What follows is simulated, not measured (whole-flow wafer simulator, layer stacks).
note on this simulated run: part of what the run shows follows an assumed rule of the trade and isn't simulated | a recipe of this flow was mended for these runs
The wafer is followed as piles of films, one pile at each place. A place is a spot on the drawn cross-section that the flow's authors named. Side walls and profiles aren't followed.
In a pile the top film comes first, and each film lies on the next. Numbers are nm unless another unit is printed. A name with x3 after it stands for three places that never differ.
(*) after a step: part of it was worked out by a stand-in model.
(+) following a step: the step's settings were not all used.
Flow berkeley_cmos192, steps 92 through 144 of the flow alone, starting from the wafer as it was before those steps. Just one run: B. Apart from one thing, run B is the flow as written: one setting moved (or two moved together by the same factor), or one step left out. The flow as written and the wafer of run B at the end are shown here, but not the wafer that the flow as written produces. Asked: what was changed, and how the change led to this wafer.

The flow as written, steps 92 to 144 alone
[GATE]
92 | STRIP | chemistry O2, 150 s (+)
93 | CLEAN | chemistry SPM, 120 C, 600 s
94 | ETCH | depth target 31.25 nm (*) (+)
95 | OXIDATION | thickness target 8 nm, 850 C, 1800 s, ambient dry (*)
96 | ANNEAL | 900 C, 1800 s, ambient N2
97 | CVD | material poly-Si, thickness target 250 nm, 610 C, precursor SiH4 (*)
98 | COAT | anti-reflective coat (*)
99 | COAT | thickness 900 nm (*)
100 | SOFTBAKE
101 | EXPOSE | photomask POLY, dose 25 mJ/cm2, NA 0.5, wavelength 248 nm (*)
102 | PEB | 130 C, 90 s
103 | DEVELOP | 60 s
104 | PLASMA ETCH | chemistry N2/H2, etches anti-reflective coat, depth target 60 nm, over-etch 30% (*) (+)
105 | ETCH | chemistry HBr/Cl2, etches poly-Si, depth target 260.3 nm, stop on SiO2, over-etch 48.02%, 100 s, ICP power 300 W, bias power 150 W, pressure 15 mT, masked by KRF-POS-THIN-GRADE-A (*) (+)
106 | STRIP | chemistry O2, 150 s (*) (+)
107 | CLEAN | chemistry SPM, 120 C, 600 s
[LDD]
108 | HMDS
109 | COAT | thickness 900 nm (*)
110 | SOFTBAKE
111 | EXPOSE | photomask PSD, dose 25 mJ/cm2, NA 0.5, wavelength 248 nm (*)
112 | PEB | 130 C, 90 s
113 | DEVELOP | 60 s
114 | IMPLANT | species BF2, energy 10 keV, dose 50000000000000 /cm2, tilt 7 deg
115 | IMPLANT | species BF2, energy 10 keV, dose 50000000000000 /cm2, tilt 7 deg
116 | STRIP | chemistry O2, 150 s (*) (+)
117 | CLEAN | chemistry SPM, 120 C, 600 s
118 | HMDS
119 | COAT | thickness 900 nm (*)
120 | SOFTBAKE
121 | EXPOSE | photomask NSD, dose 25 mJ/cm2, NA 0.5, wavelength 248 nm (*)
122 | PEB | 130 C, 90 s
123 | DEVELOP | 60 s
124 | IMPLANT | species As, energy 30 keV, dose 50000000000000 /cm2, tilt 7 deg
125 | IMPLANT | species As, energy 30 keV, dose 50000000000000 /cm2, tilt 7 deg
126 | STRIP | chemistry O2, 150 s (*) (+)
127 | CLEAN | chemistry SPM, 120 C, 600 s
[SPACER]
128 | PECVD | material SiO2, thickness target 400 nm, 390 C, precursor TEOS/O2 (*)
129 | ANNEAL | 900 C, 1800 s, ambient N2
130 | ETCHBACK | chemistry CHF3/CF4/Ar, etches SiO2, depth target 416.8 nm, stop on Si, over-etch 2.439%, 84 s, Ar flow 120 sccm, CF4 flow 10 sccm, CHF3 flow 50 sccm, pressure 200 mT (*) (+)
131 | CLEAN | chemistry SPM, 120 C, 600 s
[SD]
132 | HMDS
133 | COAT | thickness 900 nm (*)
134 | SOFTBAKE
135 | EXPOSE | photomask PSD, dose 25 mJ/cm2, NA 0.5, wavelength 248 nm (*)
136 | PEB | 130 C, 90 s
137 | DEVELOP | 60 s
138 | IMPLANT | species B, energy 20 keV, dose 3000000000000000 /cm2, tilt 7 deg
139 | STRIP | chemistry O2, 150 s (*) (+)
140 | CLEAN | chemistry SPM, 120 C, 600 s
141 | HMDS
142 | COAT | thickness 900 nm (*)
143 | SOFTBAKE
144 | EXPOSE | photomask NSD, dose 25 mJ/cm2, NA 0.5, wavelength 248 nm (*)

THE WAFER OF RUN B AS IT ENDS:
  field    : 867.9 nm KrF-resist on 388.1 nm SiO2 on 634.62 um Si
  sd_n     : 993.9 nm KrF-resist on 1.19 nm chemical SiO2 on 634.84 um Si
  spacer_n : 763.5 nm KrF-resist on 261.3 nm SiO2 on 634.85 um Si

Cause: step 97, CVD: thickness target 280 nm was run, whereas the flow has thickness target 250 nm.

Step by step, how the change led to this:
  97 | CVD | material poly-Si, thickness target 250 nm, 610 C, precursor SiH4 (*)
      field, sd_n, spacer_n and 6 more: poly-Si gains 280 (new film) (as written it would have been: poly-Si gains 250 (new film))
  105 | ETCH | chemistry HBr/Cl2, etches poly-Si, depth target 260.3 nm, stop on SiO2, over-etch 48.02%, 100 s, ICP power 300 W, bias power 150 W, pressure 15 mT, masked by KRF-POS-THIN-GRADE-A (*) (+)
      spacer_n, spacer_p: poly-Si loses 276.1 (all of it), SiO2 loses 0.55 (as written it would have been: poly-Si loses 246.2 (all of it), SiO2 loses 1.71)
      field: poly-Si loses 276.1 (all of it), SiO2 loses 0.55 (as written it would have been: poly-Si loses 246.1 (all of it), SiO2 loses 1.71)
      (as well as at 4 more places)
  109 | COAT | thickness 900 nm (*)
      gate: KrF-resist gains 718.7 (new film) (as written it would have been: KrF-resist gains 743.5 (new film))
      gate_p: KrF-resist gains 715 (new film) (as written it would have been: KrF-resist gains 739.8 (new film))
  113 | DEVELOP | 60 s
      gate_p: KrF-resist loses 713.5 (all of it) (as written it would have been: KrF-resist loses 738.2 (all of it))
  116 | STRIP | chemistry O2, 150 s (*) (+)
      gate: KrF-resist loses 702.2 (all of it), chemical SiO2 gains 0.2, poly-Si loses 0.09 (as written it would have been: KrF-resist loses 727 (all of it), chemical SiO2 gains 0.2, poly-Si loses 0.09)
  119 | COAT | thickness 900 nm (*)
      gate: KrF-resist gains 718.6 (new film) (as written it would have been: KrF-resist gains 743.4 (new film))
      gate_p: KrF-resist gains 714.9 (new film) (as written it would have been: KrF-resist gains 739.7 (new film))
  123 | DEVELOP | 60 s
      gate: KrF-resist loses 717.1 (all of it) (as written it would have been: KrF-resist loses 741.9 (all of it))
  126 | STRIP | chemistry O2, 150 s (*) (+)
      gate_p: KrF-resist loses 698.4 (all of it), chemical SiO2 gains 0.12, poly-Si loses 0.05 (as written it would have been: KrF-resist loses 723.2 (all of it), chemical SiO2 gains 0.12, poly-Si loses 0.05)
  130 | ETCHBACK | chemistry CHF3/CF4/Ar, etches SiO2, depth target 416.8 nm, stop on Si, over-etch 2.439%, 84 s, Ar flow 120 sccm, CF4 flow 10 sccm, CHF3 flow 50 sccm, pressure 200 mT (*) (+)
      spacer_n: SiO2 loses 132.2 (as written it would have been: SiO2 loses 161)
      spacer_p: SiO2 loses 132.1 (as written it would have been: SiO2 loses 161)
  133 | COAT | thickness 900 nm (*)
      spacer_n: KrF-resist gains 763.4 (new film) (as written it would have been: KrF-resist gains 785.3 (new film))
      gate: KrF-resist gains 743.3 (new film) (as written it would have been: KrF-resist gains 764.7 (new film))
      (as well as at 2 more places)
  137 | DEVELOP | 60 s
      spacer_p: KrF-resist loses 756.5 (all of it) (as written it would have been: KrF-resist loses 778.4 (all of it))
      gate_p: KrF-resist loses 736.3 (all of it) (as written it would have been: KrF-resist loses 757.7 (all of it))
  139 | STRIP | chemistry O2, 150 s (*) (+)
      spacer_n: KrF-resist loses 746.8 (all of it) (as written it would have been: KrF-resist loses 768.7 (all of it))
      gate: KrF-resist loses 726.8 (all of it), chemical SiO2 gains 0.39, poly-Si loses 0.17 (as written it would have been: KrF-resist loses 748.1 (all of it), chemical SiO2 gains 0.39, poly-Si loses 0.17)
  142 | COAT | thickness 900 nm (*)
      spacer_n: KrF-resist gains 763.5 (new film) (as written it would have been: KrF-resist gains 785.4 (new film))
      gate: KrF-resist gains 743.1 (new film) (as written it would have been: KrF-resist gains 764.6 (new film))
      (as well as at 2 more places)
